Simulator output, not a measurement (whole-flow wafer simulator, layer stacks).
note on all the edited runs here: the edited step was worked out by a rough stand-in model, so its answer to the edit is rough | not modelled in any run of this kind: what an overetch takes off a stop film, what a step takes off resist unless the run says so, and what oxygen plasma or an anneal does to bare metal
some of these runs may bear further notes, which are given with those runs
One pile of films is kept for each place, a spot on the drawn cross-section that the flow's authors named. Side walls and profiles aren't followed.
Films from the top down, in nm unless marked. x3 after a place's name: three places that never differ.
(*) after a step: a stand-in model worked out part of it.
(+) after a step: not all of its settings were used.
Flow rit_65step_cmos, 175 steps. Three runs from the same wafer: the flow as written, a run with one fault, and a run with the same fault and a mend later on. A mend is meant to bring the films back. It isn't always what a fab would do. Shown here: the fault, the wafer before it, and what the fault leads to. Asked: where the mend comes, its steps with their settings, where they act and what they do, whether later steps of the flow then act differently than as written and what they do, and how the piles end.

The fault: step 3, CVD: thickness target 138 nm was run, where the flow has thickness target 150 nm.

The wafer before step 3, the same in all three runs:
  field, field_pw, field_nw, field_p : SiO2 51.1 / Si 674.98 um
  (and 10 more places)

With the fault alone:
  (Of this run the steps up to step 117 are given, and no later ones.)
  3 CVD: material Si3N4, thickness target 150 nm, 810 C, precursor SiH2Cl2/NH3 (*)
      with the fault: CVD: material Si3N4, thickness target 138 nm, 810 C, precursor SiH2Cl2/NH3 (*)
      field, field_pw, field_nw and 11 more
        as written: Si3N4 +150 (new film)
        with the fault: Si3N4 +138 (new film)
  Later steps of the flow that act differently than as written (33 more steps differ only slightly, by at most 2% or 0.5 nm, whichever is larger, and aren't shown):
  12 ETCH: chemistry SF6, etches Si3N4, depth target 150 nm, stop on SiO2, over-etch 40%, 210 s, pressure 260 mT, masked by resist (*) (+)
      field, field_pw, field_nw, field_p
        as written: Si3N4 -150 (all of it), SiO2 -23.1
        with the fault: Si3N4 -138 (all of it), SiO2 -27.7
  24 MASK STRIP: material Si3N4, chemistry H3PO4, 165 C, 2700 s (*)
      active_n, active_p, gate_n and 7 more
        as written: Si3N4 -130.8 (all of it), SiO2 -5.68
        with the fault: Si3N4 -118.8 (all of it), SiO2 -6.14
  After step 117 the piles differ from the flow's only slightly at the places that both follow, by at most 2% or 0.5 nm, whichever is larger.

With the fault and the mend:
  The mend comes after step 4.
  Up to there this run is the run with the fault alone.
  4a CVD: material Si3N4, thickness target 12.15 nm, 810 C, 122 s, precursor SiH2Cl2/NH3 (*) (the flow's step 3 once more, with other settings)
      field, field_pw, field_nw and 11 more
        Si3N4 +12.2
  No later step of the flow acts differently than as written, at any place that is followed, by more than 2% or 0.5 nm, whichever is larger.
  At the end the piles are the same as the flow's at every place that both follow.
